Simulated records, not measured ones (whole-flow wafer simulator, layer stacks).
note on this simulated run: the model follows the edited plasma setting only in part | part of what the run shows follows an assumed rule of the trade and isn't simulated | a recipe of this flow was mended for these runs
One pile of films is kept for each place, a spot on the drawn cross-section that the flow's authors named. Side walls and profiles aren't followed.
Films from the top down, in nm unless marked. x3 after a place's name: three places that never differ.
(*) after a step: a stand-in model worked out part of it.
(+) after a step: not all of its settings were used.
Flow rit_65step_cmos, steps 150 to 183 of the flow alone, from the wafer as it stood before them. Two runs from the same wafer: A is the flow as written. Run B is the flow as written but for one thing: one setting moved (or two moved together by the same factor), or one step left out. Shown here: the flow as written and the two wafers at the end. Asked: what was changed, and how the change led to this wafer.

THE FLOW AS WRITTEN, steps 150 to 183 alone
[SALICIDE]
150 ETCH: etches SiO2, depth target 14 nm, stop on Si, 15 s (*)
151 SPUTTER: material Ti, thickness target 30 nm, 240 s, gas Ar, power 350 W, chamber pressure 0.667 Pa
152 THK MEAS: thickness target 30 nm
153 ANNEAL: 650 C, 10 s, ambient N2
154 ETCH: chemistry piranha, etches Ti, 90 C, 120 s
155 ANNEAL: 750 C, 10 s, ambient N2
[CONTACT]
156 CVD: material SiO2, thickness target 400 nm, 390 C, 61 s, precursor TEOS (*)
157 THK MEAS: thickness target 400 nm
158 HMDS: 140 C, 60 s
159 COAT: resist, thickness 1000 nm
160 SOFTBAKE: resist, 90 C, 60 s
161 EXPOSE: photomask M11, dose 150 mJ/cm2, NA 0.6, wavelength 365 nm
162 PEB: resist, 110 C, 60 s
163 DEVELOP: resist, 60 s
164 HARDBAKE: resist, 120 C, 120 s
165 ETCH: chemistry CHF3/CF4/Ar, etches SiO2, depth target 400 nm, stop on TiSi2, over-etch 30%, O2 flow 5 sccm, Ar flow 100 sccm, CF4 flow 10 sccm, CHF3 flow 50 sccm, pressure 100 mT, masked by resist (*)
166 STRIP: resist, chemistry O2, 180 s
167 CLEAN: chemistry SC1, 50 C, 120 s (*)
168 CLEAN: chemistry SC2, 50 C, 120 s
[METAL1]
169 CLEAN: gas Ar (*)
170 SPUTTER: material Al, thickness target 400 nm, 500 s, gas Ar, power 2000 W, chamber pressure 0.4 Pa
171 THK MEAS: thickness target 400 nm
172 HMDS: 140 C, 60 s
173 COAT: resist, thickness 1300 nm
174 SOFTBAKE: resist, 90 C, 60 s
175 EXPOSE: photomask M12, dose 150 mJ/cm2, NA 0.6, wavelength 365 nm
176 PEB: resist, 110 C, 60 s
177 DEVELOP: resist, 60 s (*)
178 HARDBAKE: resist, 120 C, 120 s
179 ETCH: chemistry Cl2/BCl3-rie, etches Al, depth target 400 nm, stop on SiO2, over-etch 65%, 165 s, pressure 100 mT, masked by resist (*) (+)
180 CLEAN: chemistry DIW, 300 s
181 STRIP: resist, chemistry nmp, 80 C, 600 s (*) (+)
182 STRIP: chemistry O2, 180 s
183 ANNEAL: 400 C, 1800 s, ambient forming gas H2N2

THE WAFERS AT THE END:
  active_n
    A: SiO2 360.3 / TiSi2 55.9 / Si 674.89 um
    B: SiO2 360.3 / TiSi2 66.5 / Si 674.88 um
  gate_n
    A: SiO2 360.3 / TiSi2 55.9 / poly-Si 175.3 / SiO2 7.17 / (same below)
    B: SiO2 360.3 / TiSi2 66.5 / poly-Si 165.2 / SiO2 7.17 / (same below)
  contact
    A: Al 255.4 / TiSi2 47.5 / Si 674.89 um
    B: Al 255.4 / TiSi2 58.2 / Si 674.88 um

The cause: step 151, SPUTTER: power 560 W was run, where the flow has power 350 W.

How the change led to this, step by step:
  151 SPUTTER: material Ti, thickness target 30 nm, 240 s, gas Ar, power 350 W, chamber pressure 0.667 Pa
      field, field_pw, field_nw and 11 more: A Ti +30 (new film) | B Ti +48 (new film)
  153 ANNEAL: 650 C, 10 s, ambient N2
      active_n, active_p, sd_n, sd_p, contact, m1: A Ti -23.4, TiSi first +15 (new film), TiSi2 C49 +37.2 (new film), Si -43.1 | B Ti -27.8, TiSi first +28.8 (new film), TiSi2 C49 +28 (new film), Si -44.1
      gate_n, gate_p: A Ti -23.4, TiSi first +15 (new film), TiSi2 C49 +37.2 (new film), poly-Si -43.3 | B Ti -27.8, TiSi first +28.8 (new film), TiSi2 C49 +28 (new film), poly-Si -44.2
  154 ETCH: chemistry piranha, etches Ti, 90 C, 120 s
      active_n, active_p, gate_n, gate_p, sd_n, sd_p, contact, m1: A Ti -6.6 (all of it), TiSi first -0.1 | B Ti -20.2 (all of it), TiSi first -0.09
      field, field_pw, field_nw, field_p, spacer, spacer_p: A Ti -30 (all of it) | B Ti -48 (all of it)
  155 ANNEAL: 750 C, 10 s, ambient N2
      active_n, active_p, sd_n, sd_p, contact, m1: A TiSi2 +55.9 (new film), TiSi first -14.9 (all of it), TiSi2 C49 -37.2 (all of it), Si -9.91 | B TiSi2 +66.5 (new film), TiSi first -28.7 (all of it), TiSi2 C49 -28 (all of it), Si -19
      gate_n, gate_p: A TiSi2 +55.9 (new film), TiSi first -14.9 (all of it), TiSi2 C49 -37.2 (all of it), poly-Si -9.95 | B TiSi2 +66.5 (new film), TiSi first -28.7 (all of it), TiSi2 C49 -28 (all of it), poly-Si -19.1
